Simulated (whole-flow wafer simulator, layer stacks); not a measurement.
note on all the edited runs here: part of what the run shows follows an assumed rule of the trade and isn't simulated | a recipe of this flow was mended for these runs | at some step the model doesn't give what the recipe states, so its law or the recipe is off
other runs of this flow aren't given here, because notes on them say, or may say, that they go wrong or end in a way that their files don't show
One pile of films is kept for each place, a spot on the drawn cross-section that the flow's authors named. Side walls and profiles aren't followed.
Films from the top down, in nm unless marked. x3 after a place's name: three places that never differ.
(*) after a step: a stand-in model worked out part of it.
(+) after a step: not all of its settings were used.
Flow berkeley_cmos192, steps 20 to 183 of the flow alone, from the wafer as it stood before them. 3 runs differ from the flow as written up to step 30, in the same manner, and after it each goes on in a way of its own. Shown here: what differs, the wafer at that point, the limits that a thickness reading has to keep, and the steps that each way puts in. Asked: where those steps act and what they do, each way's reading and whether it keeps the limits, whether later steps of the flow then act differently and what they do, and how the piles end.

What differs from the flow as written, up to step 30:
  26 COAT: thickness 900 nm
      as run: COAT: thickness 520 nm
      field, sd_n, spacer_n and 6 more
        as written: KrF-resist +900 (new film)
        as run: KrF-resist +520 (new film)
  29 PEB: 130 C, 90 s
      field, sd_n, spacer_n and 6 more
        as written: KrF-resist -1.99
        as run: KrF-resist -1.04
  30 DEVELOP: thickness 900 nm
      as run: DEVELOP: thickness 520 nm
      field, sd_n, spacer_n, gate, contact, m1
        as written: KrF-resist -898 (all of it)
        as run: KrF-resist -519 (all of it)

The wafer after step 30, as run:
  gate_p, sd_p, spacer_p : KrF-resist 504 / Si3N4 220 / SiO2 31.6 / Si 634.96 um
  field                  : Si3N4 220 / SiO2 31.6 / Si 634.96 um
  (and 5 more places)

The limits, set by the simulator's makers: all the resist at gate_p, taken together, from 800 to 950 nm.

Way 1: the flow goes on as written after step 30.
  The reading after step 30: 504 nm, outside the limits.
  Later steps of the flow that act differently than as written:
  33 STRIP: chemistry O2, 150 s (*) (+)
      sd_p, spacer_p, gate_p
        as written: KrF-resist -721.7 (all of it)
        this way: KrF-resist -342.7 (all of it)
  At the end the piles are the same as the flow's at every place that both follow.

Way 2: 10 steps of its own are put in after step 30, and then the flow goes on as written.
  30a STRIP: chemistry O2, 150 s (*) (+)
      sd_p, spacer_p, gate_p
        KrF-resist -504 (all of it)
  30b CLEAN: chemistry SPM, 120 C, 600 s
      changes no film at any place that is followed
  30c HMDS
      changes no film at any place that is followed
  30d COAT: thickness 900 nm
      field, sd_n, spacer_n and 6 more
        KrF-resist +900 (new film)
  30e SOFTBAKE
      changes no film at any place that is followed
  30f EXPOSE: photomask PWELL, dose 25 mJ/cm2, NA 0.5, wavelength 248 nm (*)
      changes no film at any place that is followed
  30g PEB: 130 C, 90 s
      field, sd_n, spacer_n and 6 more
        KrF-resist -1.99
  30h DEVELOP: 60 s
      field, sd_n, spacer_n, gate, contact, m1
        KrF-resist -898 (all of it)
      sd_p, spacer_p, gate_p
        KrF-resist -14.9
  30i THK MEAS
      changes no film at any place that is followed
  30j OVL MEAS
      changes no film at any place that is followed
  The reading after step 30j: 883.1 nm, within the limits.
  No later step of the flow acts differently than as written at any place that is followed.
  At the end the piles are the same as the flow's at every place that both follow.

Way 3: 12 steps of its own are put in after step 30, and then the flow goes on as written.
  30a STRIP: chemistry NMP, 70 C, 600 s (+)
      sd_p, spacer_p, gate_p
        KrF-resist -504 (all of it)
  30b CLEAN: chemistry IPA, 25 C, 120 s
      changes no film at any place that is followed
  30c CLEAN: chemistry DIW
      changes no film at any place that is followed
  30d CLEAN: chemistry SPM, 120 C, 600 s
      changes no film at any place that is followed
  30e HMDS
      changes no film at any place that is followed
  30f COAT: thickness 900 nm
      field, sd_n, spacer_n and 6 more
        KrF-resist +900 (new film)
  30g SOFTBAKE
      changes no film at any place that is followed
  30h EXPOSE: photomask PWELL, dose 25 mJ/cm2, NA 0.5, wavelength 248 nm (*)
      changes no film at any place that is followed
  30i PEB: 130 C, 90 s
      field, sd_n, spacer_n and 6 more
        KrF-resist -1.99
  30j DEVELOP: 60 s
      field, sd_n, spacer_n, gate, contact, m1
        KrF-resist -898 (all of it)
      sd_p, spacer_p, gate_p
        KrF-resist -14.9
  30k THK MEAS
      changes no film at any place that is followed
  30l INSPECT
      changes no film at any place that is followed
  The reading after step 30l: 883.1 nm, within the limits.
  No later step of the flow acts differently than as written at any place that is followed.
  At the end the piles are the same as the flow's at every place that both follow.

Within the limits: way 2, way 3. Outside them: way 1.
